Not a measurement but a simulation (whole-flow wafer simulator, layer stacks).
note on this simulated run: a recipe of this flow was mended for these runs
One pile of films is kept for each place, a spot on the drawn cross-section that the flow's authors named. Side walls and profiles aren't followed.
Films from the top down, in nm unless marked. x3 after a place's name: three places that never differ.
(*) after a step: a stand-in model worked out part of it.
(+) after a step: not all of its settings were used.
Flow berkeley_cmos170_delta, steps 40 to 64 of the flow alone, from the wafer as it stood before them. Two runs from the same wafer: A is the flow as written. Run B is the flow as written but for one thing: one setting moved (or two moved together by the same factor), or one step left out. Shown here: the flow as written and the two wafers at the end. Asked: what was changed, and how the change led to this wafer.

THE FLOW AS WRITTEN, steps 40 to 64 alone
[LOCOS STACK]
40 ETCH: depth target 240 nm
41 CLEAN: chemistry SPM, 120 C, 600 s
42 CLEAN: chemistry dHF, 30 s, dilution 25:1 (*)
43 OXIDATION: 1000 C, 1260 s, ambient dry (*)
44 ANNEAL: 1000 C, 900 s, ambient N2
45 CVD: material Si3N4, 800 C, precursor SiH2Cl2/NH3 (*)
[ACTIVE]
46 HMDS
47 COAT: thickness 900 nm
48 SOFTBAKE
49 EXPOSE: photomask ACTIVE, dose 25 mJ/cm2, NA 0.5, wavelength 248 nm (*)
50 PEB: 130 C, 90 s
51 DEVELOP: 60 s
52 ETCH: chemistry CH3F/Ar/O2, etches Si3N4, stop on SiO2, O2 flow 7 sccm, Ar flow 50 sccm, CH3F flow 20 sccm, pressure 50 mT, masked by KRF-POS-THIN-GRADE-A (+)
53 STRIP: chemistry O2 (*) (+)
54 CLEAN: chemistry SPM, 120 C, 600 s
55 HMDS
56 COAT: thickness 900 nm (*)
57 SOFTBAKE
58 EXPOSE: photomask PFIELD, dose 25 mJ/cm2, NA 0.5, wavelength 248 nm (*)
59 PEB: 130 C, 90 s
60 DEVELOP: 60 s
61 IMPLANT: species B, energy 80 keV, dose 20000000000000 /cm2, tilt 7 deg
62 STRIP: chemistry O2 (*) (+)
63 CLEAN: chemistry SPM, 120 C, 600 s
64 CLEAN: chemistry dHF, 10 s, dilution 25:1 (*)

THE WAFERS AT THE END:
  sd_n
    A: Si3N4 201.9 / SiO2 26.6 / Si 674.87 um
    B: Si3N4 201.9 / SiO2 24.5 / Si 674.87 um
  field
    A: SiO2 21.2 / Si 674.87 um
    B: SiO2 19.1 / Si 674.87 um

The cause: step 43, OXIDATION: 992 C was run, where the flow has 1000 C.

How the change led to this, step by step:
  43 OXIDATION: 1000 C, 1260 s, ambient dry (*)
      field, sd_n, spacer_n and 6 more: A SiO2 +26.6 (new film), Si -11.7 | B SiO2 +24.5 (new film), Si -10.8
